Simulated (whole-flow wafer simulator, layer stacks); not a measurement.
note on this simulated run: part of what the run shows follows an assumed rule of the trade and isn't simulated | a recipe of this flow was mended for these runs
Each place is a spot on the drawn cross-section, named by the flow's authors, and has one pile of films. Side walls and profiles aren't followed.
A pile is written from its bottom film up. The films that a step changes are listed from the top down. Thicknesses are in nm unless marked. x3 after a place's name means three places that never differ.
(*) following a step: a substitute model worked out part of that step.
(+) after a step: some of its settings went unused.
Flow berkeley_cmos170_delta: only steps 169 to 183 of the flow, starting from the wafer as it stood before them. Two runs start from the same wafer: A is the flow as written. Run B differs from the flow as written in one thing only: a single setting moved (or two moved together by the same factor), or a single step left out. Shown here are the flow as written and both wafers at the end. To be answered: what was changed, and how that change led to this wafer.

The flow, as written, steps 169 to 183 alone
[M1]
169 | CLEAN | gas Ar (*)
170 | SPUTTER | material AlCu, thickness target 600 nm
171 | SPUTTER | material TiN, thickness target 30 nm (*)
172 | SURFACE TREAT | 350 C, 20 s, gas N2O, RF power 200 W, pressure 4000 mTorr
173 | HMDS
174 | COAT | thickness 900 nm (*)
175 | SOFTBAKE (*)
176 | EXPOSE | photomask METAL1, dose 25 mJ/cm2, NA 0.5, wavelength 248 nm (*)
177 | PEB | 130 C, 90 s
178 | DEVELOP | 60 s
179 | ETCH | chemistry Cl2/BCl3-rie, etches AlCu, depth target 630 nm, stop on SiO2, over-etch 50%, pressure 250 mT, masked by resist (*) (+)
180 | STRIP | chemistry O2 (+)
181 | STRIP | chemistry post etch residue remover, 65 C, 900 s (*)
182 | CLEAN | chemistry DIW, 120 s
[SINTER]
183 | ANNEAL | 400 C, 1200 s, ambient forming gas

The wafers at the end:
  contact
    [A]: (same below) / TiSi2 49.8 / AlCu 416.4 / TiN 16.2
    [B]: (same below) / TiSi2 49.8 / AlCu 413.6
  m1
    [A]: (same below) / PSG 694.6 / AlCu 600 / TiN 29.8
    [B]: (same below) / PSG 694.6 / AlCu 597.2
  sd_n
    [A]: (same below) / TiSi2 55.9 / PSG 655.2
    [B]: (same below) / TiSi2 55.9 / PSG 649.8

What caused this: step 171, SPUTTER: material TiN, thickness target 30 nm (*), was not run.

How this came from the change, step by step:
  178 | DEVELOP | 60 s
      field: A -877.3 KrF-resist (all of it) | B -876 KrF-resist (all of it), -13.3 AlCu
      sd_n: A -890.7 KrF-resist (all of it) | B -891.3 KrF-resist (all of it), -13.3 AlCu
      (also at 5 further places)
  179 | ETCH | chemistry Cl2/BCl3-rie, etches AlCu, depth target 630 nm, stop on SiO2, over-etch 50%, pressure 250 mT, masked by resist (*) (+)
      field, sd_n, spacer_n, gate, spacer_p, gate_p: A -30 TiN (all of it), -600 AlCu (all of it), -39.4 PSG | B -586.7 AlCu (all of it), -44.8 PSG
      sd_p: A -25.3 TiN (all of it), -539.5 AlCu (all of it), -47.5 PSG | B -526.2 AlCu (all of it), -52.4 PSG
      (also at 2 further places)
  180 | STRIP | chemistry O2 (+)
      m1: A -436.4 KrF-resist (all of it) | B -468.7 KrF-resist (all of it)
  181 | STRIP | chemistry post etch residue remover, 65 C, 900 s (*)
      contact, m1: A -0.19 TiN | B -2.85 AlCu
